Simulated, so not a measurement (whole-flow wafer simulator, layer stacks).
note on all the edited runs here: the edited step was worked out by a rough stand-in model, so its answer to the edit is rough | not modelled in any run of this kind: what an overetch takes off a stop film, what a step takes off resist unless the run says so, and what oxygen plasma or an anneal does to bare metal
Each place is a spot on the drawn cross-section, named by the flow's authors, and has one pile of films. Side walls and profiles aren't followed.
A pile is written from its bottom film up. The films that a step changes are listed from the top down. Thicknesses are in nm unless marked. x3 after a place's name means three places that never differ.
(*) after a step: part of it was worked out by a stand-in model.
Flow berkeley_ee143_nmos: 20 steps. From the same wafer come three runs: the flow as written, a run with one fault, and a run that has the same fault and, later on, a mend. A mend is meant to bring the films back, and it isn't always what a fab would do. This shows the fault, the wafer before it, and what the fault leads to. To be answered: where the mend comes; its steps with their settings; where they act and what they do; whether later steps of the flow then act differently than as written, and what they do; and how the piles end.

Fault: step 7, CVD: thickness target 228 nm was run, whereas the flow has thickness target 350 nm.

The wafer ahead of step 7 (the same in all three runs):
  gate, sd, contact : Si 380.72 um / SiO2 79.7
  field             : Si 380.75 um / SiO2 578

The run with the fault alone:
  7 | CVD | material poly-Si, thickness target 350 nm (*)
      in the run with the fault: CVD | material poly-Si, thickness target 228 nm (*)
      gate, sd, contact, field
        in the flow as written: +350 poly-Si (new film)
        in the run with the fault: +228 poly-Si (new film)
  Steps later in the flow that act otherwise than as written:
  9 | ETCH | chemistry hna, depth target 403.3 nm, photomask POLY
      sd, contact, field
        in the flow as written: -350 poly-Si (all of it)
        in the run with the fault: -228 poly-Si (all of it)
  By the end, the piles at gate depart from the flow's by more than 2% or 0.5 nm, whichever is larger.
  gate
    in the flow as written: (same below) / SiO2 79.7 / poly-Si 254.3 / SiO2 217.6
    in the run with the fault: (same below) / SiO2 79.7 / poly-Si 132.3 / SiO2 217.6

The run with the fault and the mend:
  After step 7 comes the mend.
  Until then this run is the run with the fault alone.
  7a | CVD | material poly-Si, thickness target 122 nm (*) (the flow's step 7, run once more with other settings)
      gate, sd, contact, field
        +122 poly-Si
  Every later step of the flow that is run acts as written at every place that is followed.
  The piles end the same as the flow's at every place that both follow.
